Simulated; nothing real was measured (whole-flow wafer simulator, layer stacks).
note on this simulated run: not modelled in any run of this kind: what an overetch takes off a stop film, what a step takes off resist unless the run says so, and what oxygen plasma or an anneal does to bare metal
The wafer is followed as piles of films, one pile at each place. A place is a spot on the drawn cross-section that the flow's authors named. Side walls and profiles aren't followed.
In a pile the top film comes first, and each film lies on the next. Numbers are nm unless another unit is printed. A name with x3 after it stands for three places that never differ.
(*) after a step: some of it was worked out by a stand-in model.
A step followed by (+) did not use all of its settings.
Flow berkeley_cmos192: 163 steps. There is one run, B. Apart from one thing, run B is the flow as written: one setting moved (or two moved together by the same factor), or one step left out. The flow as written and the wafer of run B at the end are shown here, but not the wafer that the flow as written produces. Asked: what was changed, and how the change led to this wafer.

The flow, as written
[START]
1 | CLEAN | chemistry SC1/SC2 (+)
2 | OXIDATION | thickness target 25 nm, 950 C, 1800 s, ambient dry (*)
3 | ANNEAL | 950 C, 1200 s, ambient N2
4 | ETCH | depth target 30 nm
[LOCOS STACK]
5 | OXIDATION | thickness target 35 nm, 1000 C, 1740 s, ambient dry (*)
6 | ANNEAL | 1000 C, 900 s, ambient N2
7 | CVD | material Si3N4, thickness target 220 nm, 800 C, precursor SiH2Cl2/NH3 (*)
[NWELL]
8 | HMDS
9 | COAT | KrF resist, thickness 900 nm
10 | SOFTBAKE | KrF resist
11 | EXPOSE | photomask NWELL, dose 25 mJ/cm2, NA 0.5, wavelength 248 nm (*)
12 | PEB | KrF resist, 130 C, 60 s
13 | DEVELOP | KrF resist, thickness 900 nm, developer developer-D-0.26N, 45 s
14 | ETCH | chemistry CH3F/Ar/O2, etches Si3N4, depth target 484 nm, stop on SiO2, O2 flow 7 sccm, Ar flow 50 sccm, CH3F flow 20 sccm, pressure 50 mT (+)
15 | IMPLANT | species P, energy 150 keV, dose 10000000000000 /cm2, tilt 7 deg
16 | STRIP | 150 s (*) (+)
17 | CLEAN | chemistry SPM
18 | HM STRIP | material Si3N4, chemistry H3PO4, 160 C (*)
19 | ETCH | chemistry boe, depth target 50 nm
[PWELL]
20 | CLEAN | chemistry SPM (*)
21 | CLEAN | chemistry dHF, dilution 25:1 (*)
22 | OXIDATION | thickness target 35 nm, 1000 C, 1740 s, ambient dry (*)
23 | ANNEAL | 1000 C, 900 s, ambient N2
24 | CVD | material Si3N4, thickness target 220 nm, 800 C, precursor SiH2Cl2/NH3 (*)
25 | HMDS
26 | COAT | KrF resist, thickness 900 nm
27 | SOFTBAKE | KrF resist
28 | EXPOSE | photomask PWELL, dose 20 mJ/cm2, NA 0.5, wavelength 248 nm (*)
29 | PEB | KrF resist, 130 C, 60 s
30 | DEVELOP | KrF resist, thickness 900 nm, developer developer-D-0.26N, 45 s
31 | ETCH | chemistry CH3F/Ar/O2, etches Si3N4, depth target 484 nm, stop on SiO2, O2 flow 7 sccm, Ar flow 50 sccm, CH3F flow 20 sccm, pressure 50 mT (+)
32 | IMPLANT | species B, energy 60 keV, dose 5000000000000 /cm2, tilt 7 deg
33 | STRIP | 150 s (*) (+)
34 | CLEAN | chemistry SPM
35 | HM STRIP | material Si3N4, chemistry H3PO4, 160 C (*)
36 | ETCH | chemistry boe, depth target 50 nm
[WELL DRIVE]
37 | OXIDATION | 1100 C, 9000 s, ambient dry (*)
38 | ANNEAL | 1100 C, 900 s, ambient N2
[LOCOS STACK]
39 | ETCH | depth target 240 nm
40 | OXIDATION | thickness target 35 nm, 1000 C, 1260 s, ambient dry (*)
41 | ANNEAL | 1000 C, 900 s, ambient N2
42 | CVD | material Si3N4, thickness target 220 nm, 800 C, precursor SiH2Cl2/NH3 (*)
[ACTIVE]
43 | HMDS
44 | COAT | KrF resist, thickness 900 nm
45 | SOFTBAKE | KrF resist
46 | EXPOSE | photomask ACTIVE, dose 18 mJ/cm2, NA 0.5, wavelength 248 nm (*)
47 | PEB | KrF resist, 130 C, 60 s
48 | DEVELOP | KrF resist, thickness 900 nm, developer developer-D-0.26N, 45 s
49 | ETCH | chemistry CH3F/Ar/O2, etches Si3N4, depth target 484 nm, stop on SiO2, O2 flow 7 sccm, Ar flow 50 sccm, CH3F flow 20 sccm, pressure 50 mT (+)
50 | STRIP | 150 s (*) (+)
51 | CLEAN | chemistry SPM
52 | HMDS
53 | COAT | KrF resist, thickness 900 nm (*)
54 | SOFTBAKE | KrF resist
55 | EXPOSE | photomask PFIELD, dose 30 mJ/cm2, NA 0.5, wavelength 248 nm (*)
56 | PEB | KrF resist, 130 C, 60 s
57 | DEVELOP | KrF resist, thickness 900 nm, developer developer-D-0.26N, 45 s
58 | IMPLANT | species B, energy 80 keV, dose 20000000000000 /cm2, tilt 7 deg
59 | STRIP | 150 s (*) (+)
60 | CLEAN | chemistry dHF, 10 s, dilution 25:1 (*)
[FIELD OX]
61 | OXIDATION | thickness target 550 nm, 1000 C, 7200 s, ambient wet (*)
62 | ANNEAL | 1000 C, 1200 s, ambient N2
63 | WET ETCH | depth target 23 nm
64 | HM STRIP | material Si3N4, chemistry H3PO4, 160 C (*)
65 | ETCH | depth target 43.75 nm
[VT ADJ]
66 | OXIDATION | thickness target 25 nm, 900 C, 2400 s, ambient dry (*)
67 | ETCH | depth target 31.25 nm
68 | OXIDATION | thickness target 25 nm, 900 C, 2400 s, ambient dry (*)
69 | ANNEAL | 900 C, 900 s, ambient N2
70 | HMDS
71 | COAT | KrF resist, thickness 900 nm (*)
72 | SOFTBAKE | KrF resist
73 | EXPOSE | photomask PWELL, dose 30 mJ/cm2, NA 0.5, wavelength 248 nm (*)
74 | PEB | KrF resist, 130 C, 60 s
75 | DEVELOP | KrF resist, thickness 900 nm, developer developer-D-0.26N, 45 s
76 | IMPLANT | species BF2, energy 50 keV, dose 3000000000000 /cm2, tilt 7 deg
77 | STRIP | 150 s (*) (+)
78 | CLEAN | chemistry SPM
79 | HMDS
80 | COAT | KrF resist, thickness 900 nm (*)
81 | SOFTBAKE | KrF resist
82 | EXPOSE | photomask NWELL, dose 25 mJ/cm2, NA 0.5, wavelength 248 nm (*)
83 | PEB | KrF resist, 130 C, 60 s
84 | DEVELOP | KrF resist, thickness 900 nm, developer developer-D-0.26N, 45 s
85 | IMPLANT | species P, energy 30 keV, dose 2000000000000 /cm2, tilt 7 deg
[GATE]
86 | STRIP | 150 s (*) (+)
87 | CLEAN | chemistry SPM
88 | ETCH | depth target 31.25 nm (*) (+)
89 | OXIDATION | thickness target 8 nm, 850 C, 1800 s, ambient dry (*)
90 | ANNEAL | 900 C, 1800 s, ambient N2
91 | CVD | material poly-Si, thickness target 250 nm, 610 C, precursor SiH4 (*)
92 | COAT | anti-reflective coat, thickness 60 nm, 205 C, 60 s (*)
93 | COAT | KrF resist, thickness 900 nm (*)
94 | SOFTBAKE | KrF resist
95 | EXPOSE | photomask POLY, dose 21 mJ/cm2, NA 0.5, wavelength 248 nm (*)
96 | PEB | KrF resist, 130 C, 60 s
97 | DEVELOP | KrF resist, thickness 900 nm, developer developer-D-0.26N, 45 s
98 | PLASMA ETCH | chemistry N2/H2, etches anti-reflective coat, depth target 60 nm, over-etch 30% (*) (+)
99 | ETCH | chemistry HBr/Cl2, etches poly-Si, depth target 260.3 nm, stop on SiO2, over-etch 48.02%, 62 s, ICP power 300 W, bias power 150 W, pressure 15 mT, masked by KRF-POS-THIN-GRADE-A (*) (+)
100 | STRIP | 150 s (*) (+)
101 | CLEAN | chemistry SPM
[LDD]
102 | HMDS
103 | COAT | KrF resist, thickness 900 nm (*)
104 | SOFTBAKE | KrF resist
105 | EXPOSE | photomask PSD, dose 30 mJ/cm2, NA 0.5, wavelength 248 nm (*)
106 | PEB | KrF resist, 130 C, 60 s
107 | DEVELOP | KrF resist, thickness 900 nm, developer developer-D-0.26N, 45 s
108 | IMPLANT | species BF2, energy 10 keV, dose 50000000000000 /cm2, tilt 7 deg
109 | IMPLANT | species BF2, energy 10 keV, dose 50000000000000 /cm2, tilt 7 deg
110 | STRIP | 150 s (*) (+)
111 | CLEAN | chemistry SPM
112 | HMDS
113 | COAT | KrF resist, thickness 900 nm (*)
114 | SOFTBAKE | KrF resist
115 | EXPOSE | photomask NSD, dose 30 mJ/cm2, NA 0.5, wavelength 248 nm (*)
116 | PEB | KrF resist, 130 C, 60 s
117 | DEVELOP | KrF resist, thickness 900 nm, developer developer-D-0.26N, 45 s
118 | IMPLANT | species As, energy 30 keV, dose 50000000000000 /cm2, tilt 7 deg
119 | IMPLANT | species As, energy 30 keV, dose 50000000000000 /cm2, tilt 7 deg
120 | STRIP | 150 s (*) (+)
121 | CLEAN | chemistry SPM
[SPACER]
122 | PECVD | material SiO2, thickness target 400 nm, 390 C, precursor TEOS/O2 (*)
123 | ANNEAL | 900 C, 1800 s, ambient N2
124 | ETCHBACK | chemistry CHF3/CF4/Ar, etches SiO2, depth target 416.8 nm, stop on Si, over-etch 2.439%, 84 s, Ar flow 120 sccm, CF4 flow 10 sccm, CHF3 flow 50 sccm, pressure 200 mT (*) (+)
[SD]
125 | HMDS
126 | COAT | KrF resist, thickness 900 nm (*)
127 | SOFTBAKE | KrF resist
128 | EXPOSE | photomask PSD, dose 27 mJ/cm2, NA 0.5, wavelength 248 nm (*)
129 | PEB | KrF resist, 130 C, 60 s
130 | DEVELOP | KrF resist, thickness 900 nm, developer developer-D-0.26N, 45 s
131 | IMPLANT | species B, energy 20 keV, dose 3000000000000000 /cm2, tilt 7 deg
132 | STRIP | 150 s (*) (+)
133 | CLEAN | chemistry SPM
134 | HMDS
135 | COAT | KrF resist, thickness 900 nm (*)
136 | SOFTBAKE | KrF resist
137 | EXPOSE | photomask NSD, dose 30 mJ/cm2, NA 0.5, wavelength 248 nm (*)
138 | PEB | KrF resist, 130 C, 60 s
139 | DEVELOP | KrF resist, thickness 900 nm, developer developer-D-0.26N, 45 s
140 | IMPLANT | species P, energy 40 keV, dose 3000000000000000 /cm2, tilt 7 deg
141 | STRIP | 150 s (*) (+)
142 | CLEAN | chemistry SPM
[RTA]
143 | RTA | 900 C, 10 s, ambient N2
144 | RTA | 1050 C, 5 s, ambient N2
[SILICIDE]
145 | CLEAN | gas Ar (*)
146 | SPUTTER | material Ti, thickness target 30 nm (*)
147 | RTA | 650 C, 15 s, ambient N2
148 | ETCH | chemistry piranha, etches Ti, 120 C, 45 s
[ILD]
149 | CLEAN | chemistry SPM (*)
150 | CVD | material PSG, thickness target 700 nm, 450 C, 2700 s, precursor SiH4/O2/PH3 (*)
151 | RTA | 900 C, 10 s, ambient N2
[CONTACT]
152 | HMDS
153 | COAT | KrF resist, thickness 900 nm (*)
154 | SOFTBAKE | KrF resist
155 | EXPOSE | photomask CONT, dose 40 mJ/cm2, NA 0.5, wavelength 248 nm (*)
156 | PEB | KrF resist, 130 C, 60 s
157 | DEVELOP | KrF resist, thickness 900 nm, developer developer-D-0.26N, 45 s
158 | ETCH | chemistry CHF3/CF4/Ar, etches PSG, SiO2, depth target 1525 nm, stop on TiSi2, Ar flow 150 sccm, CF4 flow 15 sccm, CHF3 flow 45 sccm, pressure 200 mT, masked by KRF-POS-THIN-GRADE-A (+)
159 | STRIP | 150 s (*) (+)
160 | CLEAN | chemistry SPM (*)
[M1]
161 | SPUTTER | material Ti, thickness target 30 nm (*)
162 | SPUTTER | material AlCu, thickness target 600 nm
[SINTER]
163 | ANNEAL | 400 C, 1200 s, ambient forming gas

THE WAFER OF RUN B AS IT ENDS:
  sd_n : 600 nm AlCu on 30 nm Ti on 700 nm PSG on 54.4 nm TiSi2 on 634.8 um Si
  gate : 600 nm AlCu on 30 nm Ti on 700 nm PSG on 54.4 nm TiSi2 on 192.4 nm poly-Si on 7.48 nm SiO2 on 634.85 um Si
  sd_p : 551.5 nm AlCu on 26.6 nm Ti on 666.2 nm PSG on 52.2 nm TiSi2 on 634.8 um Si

Cause: step 147, RTA: 7 s was run, though the flow has 15 s.

Step by step, how the change led to this:
  147 | RTA | 650 C, 15 s, ambient N2
      sd_n, contact, m1: -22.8 Ti, +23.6 TiSi first (new film), +22.8 TiSi2 C49 (new film), -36 Si (it would be, as written: -23.4 Ti, +6.2 TiSi first (new film), +50.3 TiSi2 C49 (new film), -49 Si)
      gate, gate_p: -22.8 Ti, +23.6 TiSi first (new film), +22.8 TiSi2 C49 (new film), -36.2 poly-Si (it would be, as written: -23.4 Ti, +6.2 TiSi first (new film), +50.3 TiSi2 C49 (new film), -49.2 poly-Si)
      (and at 1 other place as well)
  148 | ETCH | chemistry piranha, etches Ti, 120 C, 45 s
      sd_n, gate, gate_p, contact, m1: -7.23 Ti (all of it), -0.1 TiSi first (it would be, as written: -6.6 Ti (all of it), -0.1 TiSi first)
  151 | RTA | 900 C, 10 s, ambient N2
      sd_n, contact, m1: under 1 film: +54.4 TiSi2 (new film), -23.5 TiSi first (all of it), -22.8 TiSi2 C49 (all of it), -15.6 Si (it would be, as written: under 1 film: +55.9 TiSi2 (new film), -6.09 TiSi first (all of it), -50.3 TiSi2 C49 (all of it), -4.05 Si)
      gate, gate_p: under 1 film: +54.4 TiSi2 (new film), -23.5 TiSi first (all of it), -22.8 TiSi2 C49 (all of it), -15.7 poly-Si (it would be, as written: under 1 film: +55.9 TiSi2 (new film), -6.09 TiSi first (all of it), -50.3 TiSi2 C49 (all of it), -4.06 poly-Si)
      (and at 1 other place as well)
